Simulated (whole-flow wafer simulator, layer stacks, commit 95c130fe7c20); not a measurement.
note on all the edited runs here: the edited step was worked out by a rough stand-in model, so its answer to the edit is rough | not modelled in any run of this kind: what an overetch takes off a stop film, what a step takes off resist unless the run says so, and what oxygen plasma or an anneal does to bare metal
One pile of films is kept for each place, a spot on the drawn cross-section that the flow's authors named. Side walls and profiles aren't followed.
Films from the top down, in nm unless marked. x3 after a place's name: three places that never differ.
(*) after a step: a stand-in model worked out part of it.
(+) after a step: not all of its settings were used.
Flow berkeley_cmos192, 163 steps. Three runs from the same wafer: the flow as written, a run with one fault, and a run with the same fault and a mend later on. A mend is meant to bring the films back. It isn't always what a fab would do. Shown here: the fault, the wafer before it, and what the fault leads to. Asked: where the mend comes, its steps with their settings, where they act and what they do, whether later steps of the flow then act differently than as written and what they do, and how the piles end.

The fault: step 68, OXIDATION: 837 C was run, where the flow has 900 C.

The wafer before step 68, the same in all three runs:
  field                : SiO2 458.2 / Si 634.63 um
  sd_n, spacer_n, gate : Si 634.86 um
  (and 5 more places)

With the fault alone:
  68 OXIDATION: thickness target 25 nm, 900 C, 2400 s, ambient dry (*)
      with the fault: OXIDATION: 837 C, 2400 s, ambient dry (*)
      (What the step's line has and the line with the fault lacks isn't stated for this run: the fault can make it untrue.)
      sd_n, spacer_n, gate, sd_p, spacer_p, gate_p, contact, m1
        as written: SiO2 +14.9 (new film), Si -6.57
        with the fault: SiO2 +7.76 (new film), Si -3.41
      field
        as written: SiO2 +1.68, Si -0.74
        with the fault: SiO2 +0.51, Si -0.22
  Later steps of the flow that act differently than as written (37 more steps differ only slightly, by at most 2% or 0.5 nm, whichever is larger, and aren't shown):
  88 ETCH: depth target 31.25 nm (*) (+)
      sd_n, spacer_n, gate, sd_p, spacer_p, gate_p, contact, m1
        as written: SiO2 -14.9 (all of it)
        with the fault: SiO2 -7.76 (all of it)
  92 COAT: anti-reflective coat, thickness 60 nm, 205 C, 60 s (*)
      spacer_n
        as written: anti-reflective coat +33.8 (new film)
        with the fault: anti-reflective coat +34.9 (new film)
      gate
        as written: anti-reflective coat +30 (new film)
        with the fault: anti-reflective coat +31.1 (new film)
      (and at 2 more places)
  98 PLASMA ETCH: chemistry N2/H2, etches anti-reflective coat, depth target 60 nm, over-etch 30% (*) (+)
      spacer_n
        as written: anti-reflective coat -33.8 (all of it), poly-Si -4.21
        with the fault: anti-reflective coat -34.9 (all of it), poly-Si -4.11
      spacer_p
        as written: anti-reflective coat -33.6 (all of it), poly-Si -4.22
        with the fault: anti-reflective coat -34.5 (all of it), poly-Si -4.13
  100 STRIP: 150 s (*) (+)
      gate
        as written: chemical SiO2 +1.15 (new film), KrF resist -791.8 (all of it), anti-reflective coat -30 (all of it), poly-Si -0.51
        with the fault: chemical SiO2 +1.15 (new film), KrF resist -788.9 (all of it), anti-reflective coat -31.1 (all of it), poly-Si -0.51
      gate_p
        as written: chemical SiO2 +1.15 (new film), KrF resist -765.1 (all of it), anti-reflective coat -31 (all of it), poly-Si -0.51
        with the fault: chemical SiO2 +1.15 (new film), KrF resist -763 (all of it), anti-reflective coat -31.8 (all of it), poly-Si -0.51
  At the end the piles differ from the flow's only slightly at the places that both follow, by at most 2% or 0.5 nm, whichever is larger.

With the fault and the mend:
  The mend comes after step 75.
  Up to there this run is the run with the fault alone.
  75a STRIP: 150 s (*) (+)
      sd_p
        KrF resist -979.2 (all of it)
      spacer_p
        KrF resist -960.4 (all of it)
      gate_p
        KrF resist -959.5 (all of it)
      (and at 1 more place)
  75b CLEAN: chemistry SPM
      changes no film at any place that is followed
  75c OXIDATION: 900 C, 1534 s, ambient dry (*) (the flow's step 68 once more, with other settings)
      sd_n, spacer_n, gate, sd_p, spacer_p, gate_p, contact, m1
        SiO2 +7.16, Si -3.15
      field
        SiO2 +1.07, Si -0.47
  75d HMDS (the flow's step 70 once more)
      changes no film at any place that is followed
  75e COAT: KrF resist, thickness 900 nm (*) (the flow's step 71 once more)
      spacer_n, gate
        KrF resist +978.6 (new film)
      field
        KrF resist +842.4 (new film)
      sd_n
        KrF resist +1013.2 (new film)
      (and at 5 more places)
  75f SOFTBAKE: KrF resist (the flow's step 72 once more)
      changes no film at any place that is followed
  75g EXPOSE: photomask PWELL, dose 30 mJ/cm2, NA 0.5, wavelength 248 nm (*) (the flow's step 73 once more)
      changes no film at any place that is followed
  75h PEB: KrF resist, 130 C, 60 s (the flow's step 74 once more)
      sd_n, m1
        KrF resist -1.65
      spacer_n, gate
        KrF resist -1.58
      spacer_p, gate_p
        KrF resist -1.57
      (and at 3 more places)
  75i DEVELOP: KrF resist, thickness 900 nm, developer developer-D-0.26N, 45 s (the flow's step 75 once more)
      sd_p, spacer_p, gate_p, m1
        KrF resist -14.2
      spacer_n, gate
        KrF resist -977 (all of it)
      field
        KrF resist -841.1 (all of it)
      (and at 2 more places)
  No later step of the flow acts differently than as written, at any place that is followed, by more than 2% or 0.5 nm, whichever is larger.
  At the end the piles differ from the flow's only slightly at the places that both follow, by at most 2% or 0.5 nm, whichever is larger.
